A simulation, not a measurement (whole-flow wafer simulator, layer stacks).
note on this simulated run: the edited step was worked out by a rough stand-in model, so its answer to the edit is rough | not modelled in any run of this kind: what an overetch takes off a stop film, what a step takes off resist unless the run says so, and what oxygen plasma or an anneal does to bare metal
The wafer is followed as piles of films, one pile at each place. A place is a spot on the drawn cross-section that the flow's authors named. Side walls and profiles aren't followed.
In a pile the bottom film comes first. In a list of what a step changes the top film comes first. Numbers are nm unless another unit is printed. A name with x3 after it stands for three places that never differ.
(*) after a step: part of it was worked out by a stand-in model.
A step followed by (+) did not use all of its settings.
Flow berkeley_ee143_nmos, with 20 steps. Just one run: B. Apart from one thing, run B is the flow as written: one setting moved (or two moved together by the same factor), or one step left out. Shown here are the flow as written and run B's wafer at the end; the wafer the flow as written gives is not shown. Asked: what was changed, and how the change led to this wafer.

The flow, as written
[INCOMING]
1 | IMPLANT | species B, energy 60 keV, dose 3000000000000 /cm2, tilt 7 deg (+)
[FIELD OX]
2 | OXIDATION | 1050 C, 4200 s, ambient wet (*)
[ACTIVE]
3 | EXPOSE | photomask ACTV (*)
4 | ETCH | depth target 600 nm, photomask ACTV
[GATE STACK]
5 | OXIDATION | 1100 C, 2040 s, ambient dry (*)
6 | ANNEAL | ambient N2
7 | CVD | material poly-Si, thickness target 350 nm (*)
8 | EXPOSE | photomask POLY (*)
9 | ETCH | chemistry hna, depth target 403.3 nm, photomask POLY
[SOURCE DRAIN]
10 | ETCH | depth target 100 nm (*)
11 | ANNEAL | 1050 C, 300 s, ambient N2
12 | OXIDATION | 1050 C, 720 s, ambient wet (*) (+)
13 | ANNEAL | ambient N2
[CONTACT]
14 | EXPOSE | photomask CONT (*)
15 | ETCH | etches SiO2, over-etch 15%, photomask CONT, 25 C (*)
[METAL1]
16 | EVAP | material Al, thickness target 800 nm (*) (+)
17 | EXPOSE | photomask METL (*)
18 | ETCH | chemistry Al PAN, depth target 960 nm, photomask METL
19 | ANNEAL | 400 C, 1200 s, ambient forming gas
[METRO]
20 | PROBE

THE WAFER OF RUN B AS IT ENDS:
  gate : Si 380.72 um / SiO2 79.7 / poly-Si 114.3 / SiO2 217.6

What caused this: step 7, CVD: thickness target 210 nm was run, though the flow has thickness target 350 nm.

The path from the change to this, step by step:
  7 | CVD | material poly-Si, thickness target 350 nm (*)
      gate, sd, contact, field: +210 poly-Si (new film) (as written it would have been: +350 poly-Si (new film))
  9 | ETCH | chemistry hna, depth target 403.3 nm, photomask POLY
      sd, contact, field: -210 poly-Si (all of it) (as written it would have been: -350 poly-Si (all of it))
